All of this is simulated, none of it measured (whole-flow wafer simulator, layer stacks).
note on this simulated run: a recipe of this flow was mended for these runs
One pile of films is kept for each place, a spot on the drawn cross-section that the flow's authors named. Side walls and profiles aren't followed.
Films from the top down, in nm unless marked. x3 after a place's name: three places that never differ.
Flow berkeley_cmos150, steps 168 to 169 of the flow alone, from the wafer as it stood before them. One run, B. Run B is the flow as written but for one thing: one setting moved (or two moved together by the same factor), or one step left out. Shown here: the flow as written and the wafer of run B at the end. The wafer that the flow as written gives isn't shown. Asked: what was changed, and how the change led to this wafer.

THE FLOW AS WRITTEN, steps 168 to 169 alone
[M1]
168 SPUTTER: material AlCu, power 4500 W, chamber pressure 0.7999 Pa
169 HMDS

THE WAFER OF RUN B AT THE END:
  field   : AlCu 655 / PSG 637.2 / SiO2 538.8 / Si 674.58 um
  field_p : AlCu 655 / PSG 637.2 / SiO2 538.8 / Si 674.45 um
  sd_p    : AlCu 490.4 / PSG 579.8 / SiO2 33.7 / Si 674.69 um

The cause: step 168, SPUTTER: chamber pressure 0.7039 Pa was run, where the flow has chamber pressure 0.7999 Pa.

How the change led to this, step by step:
  168 SPUTTER: material AlCu, power 4500 W, chamber pressure 0.7999 Pa
      field, sd_n, gate_n, gate_p, m1: AlCu +655 (new film) (as written it would be: AlCu +626.1 (new film))
      field_p: AlCu +655 (new film) (as written it would be: AlCu +619.8 (new film))
      (and at 2 more places)
